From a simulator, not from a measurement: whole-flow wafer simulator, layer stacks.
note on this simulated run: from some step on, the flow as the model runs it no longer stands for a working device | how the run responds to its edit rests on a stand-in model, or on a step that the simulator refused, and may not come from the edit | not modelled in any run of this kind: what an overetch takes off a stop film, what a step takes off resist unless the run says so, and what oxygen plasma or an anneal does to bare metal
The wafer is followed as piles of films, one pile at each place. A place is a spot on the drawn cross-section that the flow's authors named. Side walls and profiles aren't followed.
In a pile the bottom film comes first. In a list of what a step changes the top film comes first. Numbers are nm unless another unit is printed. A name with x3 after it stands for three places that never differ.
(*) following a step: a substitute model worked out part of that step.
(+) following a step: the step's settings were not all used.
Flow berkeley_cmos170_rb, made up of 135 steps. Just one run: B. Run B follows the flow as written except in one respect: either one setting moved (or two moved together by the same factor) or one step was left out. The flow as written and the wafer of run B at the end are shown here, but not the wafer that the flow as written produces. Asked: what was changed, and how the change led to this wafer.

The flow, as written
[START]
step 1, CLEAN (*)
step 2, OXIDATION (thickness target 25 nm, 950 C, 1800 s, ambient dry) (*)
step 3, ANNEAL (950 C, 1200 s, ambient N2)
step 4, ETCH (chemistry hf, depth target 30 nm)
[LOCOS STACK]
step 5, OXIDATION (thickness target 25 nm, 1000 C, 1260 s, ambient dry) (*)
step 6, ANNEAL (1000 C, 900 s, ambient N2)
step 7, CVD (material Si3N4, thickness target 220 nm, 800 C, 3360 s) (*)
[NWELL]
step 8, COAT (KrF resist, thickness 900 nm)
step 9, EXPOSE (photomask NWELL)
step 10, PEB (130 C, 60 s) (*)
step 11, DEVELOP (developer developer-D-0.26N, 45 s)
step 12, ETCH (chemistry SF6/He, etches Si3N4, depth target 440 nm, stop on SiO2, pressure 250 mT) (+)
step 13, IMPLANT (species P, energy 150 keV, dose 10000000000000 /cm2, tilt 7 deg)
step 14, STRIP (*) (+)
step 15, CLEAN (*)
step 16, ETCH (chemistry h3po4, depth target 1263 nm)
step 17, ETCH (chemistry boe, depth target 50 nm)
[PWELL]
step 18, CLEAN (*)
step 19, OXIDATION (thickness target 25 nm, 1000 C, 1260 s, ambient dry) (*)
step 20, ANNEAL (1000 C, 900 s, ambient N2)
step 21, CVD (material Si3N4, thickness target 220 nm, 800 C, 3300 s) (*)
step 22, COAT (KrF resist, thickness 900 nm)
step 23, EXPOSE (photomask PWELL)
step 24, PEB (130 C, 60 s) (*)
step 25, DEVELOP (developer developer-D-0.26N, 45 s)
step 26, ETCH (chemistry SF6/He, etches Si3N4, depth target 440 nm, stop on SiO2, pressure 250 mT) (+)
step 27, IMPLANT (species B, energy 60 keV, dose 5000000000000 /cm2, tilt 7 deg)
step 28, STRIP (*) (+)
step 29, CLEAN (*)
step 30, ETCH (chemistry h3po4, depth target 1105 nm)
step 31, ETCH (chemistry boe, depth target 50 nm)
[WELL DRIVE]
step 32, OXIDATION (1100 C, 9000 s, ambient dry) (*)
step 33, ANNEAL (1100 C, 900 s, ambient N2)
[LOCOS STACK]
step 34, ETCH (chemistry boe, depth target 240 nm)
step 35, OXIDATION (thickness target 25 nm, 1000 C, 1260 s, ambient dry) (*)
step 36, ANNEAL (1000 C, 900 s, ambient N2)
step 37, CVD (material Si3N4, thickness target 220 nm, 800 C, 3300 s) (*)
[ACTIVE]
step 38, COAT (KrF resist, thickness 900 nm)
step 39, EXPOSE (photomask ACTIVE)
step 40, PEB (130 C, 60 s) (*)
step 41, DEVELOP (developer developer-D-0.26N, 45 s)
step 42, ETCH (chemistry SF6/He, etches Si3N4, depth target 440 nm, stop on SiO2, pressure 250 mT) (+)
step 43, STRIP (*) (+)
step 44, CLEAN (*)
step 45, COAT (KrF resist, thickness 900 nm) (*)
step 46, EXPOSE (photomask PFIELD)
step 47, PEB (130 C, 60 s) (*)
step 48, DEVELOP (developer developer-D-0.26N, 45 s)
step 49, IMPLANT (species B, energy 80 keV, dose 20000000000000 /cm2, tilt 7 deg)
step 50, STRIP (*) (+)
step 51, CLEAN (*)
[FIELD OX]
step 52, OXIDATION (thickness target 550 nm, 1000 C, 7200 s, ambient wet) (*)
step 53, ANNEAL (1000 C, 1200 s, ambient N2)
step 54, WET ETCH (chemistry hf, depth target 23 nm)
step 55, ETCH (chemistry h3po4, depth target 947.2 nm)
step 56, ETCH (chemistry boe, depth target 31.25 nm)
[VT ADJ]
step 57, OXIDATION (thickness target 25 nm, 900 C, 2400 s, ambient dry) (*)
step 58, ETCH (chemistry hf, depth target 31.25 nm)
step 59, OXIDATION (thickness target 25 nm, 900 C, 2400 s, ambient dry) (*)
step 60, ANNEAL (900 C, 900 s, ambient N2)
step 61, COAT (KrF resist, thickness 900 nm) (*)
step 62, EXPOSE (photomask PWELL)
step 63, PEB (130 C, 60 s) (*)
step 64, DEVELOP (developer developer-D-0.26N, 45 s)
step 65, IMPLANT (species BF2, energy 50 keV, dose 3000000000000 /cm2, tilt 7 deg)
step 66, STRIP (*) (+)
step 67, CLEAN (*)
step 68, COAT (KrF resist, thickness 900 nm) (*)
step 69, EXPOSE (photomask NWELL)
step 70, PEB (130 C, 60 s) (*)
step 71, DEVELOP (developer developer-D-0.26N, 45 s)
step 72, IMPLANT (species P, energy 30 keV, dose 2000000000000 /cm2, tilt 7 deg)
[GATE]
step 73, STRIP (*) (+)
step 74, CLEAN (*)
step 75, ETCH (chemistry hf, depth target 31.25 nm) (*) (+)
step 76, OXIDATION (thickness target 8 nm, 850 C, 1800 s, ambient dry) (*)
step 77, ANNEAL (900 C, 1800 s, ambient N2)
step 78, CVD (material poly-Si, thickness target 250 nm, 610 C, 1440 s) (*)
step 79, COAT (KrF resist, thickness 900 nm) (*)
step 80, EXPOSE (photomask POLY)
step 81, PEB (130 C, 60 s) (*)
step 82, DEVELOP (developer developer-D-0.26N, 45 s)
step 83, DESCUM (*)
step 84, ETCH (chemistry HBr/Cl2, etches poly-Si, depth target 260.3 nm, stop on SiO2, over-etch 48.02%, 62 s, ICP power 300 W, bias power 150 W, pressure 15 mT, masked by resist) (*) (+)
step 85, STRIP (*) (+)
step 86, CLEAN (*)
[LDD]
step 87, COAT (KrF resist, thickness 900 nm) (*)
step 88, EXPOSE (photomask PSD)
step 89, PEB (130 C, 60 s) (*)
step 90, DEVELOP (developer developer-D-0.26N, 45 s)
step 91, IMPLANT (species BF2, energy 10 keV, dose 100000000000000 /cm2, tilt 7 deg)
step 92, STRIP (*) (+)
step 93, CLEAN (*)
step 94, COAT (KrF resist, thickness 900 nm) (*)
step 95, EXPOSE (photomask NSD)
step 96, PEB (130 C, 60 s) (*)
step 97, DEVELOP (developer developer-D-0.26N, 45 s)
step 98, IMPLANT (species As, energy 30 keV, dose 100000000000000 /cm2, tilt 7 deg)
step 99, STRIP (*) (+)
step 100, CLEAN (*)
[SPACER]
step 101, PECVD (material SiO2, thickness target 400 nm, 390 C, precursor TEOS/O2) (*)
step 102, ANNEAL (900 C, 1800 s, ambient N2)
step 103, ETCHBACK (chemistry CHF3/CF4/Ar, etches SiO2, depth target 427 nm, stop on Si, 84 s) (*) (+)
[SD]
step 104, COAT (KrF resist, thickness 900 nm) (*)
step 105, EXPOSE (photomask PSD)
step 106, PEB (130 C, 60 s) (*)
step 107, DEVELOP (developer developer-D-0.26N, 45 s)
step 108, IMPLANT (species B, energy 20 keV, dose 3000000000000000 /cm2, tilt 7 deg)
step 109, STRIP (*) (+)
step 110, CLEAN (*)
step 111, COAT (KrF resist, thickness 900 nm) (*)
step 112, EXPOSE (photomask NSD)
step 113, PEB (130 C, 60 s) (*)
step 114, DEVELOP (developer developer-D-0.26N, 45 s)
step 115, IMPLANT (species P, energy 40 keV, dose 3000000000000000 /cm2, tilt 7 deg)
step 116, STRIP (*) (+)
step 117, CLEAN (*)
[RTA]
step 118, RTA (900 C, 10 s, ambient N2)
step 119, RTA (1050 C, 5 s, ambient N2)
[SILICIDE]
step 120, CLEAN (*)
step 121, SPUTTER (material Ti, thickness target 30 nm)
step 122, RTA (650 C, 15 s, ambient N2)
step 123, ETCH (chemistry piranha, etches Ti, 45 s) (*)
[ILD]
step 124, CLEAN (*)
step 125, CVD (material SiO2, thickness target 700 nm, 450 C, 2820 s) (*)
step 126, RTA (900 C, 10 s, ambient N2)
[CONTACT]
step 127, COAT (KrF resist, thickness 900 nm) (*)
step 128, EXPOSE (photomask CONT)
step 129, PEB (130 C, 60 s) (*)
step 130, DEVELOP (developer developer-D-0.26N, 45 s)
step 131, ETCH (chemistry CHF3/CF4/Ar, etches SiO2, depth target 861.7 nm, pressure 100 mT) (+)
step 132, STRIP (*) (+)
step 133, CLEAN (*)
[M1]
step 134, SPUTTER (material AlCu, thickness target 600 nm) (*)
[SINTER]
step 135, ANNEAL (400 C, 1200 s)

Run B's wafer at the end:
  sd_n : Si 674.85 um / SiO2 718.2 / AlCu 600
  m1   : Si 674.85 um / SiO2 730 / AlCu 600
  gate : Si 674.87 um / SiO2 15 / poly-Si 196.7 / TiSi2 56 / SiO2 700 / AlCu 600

The reason: step 34, ETCH: depth target 122 nm was run, while the flow as written has depth target 240 nm.

How this came from the change, step by step:
  step 34, ETCH (chemistry boe, depth target 240 nm)
      field, sd_n, spacer_n and 6 more: -122 SiO2 (it would be, as written: -197.6 SiO2 (all of it))
  step 35, OXIDATION (thickness target 25 nm, 1000 C, 1260 s, ambient dry) (*)
      field, sd_n, spacer_n and 6 more: +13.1 SiO2, -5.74 Si (it would be, as written: +26.6 SiO2 (new film), -11.7 Si)
  step 52, OXIDATION (thickness target 550 nm, 1000 C, 7200 s, ambient wet) (*)
      spacer_n: +12.9 SiO2 (new film), -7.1 Si3N4, +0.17 SiO2, -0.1 Si (it would be, as written: +12.9 SiO2 (new film), -7.1 Si3N4)
      gate: +12.9 SiO2 (new film), -7.1 Si3N4, +0.1 SiO2 (it would be, as written: +12.9 SiO2 (new film), -7.1 Si3N4, +0.08 SiO2, -0.08 Si)
      (and at 7 other places as well)
  step 56, ETCH (chemistry boe, depth target 31.25 nm)
      gate, sd_p, spacer_p, contact: -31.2 SiO2 (it would be, as written: -26.6 SiO2 (all of it))
      spacer_n, gate_p: -31.3 SiO2 (it would be, as written: -26.6 SiO2 (all of it))
      (and at 2 other places as well)
  step 57, OXIDATION (thickness target 25 nm, 900 C, 2400 s, ambient dry) (*)
      gate, spacer_p, gate_p: +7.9 SiO2, -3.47 Si (it would be, as written: +15 SiO2 (new film), -6.62 Si)
      sd_n: +4.51 SiO2, -1.98 Si (it would be, as written: +15 SiO2 (new film), -6.62 Si)
      (and at 4 other places as well)
  step 58, ETCH (chemistry hf, depth target 31.25 nm)
      sd_n, spacer_n, gate, sd_p, spacer_p, gate_p, m1: -31.2 SiO2 (it would be, as written: -15 SiO2 (all of it))
      contact: -31.3 SiO2 (it would be, as written: -15 SiO2 (all of it))
  step 59, OXIDATION (thickness target 25 nm, 900 C, 2400 s, ambient dry) (*)
      spacer_n, gate, spacer_p, gate_p: +7.75 SiO2, -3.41 Si (it would be, as written: +15 SiO2 (new film), -6.62 Si)
      sd_n: +6.91 SiO2, -3.04 Si (it would be, as written: +15 SiO2 (new film), -6.62 Si)
      (and at 3 other places as well)
  step 75, ETCH (chemistry hf, depth target 31.25 nm) (*) (+)
      sd_n, spacer_n, gate, sd_p, spacer_p, gate_p, contact, m1: -31.2 SiO2 (it would be, as written: -15 SiO2 (all of it))
  step 76, OXIDATION (thickness target 8 nm, 850 C, 1800 s, ambient dry) (*)
      gate, spacer_p, gate_p: +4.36 SiO2, -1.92 Si (it would be, as written: +7.53 SiO2 (new film), -3.31 Si)
      sd_n: +3.24 SiO2, -1.43 Si (it would be, as written: +7.53 SiO2 (new film), -3.31 Si)
      (and at 4 other places as well)
  step 85, STRIP (*) (+)
      gate: -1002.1 KrF resist (all of it) (it would be, as written: -980 KrF resist (all of it))
      gate_p: -1002.1 KrF resist (all of it) (it would be, as written: -979.9 KrF resist (all of it))
  step 87, COAT (KrF resist, thickness 900 nm) (*)
      gate: +720.8 KrF resist (new film) (it would be, as written: +706 KrF resist (new film))
  step 92, STRIP (*) (+)
      gate: -706.6 KrF resist (all of it) (it would be, as written: -691.8 KrF resist (all of it))
  step 94, COAT (KrF resist, thickness 900 nm) (*)
      gate: +720.8 KrF resist (new film) (it would be, as written: +706 KrF resist (new film))
  step 97, DEVELOP (developer developer-D-0.26N, 45 s)
      gate: -720.8 KrF resist (all of it) (it would be, as written: -706 KrF resist (all of it))
  step 103, ETCHBACK (chemistry CHF3/CF4/Ar, etches SiO2, depth target 427 nm, stop on Si, 84 s) (*) (+)
      sd_n, m1: -427 SiO2 (it would be, as written: -406.1 SiO2 (all of it))
      sd_p: -407.7 SiO2 (all of it) (it would be, as written: -388.4 SiO2 (all of it))
  step 104, COAT (KrF resist, thickness 900 nm) (*)
      sd_p: +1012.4 KrF resist (new film) (it would be, as written: +990.7 KrF resist (new film))
  ... 9 further steps ...
  step 132, STRIP (*) (+)
      field: -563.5 KrF resist (all of it) (it would be, as written: -575.3 KrF resist (all of it))
      sd_p: -833.2 KrF resist (all of it) (it would be, as written: -810.2 KrF resist (all of it))
